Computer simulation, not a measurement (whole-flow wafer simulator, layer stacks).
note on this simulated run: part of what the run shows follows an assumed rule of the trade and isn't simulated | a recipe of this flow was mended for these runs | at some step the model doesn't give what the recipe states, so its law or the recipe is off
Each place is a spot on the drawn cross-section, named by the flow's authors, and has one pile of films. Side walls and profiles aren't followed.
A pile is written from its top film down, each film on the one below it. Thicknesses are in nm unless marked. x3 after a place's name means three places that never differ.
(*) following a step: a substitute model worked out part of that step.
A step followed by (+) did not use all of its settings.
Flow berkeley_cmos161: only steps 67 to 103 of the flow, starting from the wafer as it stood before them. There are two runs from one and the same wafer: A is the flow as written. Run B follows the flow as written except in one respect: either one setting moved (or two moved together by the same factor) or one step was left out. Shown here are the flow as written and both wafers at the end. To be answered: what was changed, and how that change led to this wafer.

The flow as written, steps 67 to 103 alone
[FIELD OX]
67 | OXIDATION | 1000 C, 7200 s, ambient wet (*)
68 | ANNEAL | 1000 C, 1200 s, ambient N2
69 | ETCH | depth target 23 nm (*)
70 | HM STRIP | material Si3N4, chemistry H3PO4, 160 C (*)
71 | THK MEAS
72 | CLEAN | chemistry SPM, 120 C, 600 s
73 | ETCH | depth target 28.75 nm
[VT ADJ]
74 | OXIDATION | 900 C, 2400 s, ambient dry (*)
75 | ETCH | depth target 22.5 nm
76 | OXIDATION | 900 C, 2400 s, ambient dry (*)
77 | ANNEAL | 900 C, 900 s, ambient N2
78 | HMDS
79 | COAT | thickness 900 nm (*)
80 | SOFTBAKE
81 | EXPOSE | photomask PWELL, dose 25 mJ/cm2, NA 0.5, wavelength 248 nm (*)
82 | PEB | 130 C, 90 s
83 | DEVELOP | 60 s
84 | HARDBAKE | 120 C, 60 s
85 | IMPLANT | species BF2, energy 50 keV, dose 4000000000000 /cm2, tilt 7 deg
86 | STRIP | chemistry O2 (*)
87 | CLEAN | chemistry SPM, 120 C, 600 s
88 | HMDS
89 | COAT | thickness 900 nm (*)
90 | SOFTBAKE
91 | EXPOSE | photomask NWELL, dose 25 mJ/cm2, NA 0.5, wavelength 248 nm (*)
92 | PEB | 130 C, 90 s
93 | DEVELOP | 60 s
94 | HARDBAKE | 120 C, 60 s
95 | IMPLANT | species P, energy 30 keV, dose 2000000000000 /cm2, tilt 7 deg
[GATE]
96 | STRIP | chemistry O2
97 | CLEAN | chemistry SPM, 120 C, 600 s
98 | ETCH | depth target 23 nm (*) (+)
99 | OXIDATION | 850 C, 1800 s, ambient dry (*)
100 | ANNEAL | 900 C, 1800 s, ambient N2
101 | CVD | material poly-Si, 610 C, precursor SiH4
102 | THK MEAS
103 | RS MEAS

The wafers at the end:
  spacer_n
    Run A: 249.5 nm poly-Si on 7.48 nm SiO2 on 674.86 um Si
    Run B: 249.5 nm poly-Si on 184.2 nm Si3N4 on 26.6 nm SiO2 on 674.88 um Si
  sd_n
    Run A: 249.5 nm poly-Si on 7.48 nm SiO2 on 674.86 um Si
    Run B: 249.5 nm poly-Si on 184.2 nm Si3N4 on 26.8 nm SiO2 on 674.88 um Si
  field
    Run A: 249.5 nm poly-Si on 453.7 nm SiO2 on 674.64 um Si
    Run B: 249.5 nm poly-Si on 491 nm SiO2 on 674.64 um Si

Cause: step 69, ETCH: depth target 23 nm (*), was skipped.

Step by step, how the change led to this:
  70 | HM STRIP | material Si3N4, chemistry H3PO4, 160 C (*)
      sd_n, spacer_n, gate_n, sd_p, spacer_p, gate_p, contact, m1: A Si3N4 loses 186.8 (all of it), SiO2 loses 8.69 | B nothing
      field: A SiO2 loses 14.5 | B nothing
  73 | ETCH | depth target 28.75 nm
      spacer_n, gate_n, spacer_p, gate_p, contact, m1: A SiO2 loses 17.9 (all of it) | B SiO2 loses 12.1 (all of it), Si3N4 loses 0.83
      sd_n, sd_p: A SiO2 loses 18.1 (all of it) | B SiO2 loses 12.1 (all of it), Si3N4 loses 0.83
  74 | OXIDATION | 900 C, 2400 s, ambient dry (*)
      sd_n, spacer_n, gate_n, sd_p, spacer_p, gate_p, contact, m1: A SiO2 gains 14.9 (new film), Si loses 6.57 | B nothing
  75 | ETCH | depth target 22.5 nm
      sd_n, spacer_n, gate_n, sd_p, spacer_p, gate_p, contact, m1: A SiO2 loses 14.9 (all of it) | B Si3N4 loses 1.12
  76 | OXIDATION | 900 C, 2400 s, ambient dry (*)
      sd_n, spacer_n, gate_n, sd_p, spacer_p, gate_p, contact, m1: A SiO2 gains 14.9 (new film), Si loses 6.57 | B nothing
  79 | COAT | thickness 900 nm (*)
      field: A KrF-resist gains 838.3 (new film) | B KrF-resist gains 883.5 (new film)
      sd_n: A KrF-resist gains 1020.9 (new film) | B KrF-resist gains 931.1 (new film)
      (and at 7 other places as well)
  83 | DEVELOP | 60 s
      field: A KrF-resist loses 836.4 (all of it) | B KrF-resist loses 881.4 (all of it)
      sd_n: A KrF-resist loses 1018.4 (all of it) | B KrF-resist loses 928.9 (all of it)
      (and at 4 other places as well)
  84 | HARDBAKE | 120 C, 60 s
      sd_p: A KrF-resist loses 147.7 | B KrF-resist loses 136.8
      spacer_p: A KrF-resist loses 144.7 | B KrF-resist loses 136.2
      (and at 1 other place as well)
  86 | STRIP | chemistry O2 (*)
      sd_p: A KrF-resist loses 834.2 (all of it) | B KrF-resist loses 772 (all of it)
      spacer_p: A KrF-resist loses 816.9 (all of it) | B KrF-resist loses 768.2 (all of it)
      (and at 1 other place as well)
  89 | COAT | thickness 900 nm (*)
      field: A KrF-resist gains 838.3 (new film) | B KrF-resist gains 883.5 (new film)
      sd_n: A KrF-resist gains 1020.9 (new film) | B KrF-resist gains 931.1 (new film)
      (and at 7 other places as well)
  93 | DEVELOP | 60 s
      sd_p: A KrF-resist loses 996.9 (all of it) | B KrF-resist loses 923.8 (all of it)
      spacer_p: A KrF-resist loses 976.5 (all of it) | B KrF-resist loses 919.3 (all of it)
      (and at 1 other place as well)
  94 | HARDBAKE | 120 C, 60 s
      spacer_n, gate_n: A KrF-resist loses 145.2 | B KrF-resist loses 136.3
      field: A KrF-resist loses 123.7 | B KrF-resist loses 130.5
      (and at 3 other places as well)
  96 | STRIP | chemistry O2
      field: A KrF-resist loses 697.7 (all of it) | B KrF-resist loses 736.1 (all of it)
      sd_n: A KrF-resist loses 852.5 (all of it) | B KrF-resist loses 776.4 (all of it)
      (and at 4 other places as well)
  98 | ETCH | depth target 23 nm (*) (+)
      sd_n, spacer_n, gate_n, sd_p, spacer_p, gate_p, contact, m1: A SiO2 loses 14.9 (all of it) | B Si3N4 loses 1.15
  99 | OXIDATION | 850 C, 1800 s, ambient dry (*)
      sd_n, spacer_n, gate_n, sd_p, spacer_p, gate_p, contact, m1: A SiO2 gains 7.48 (new film), Si loses 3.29 | B nothing
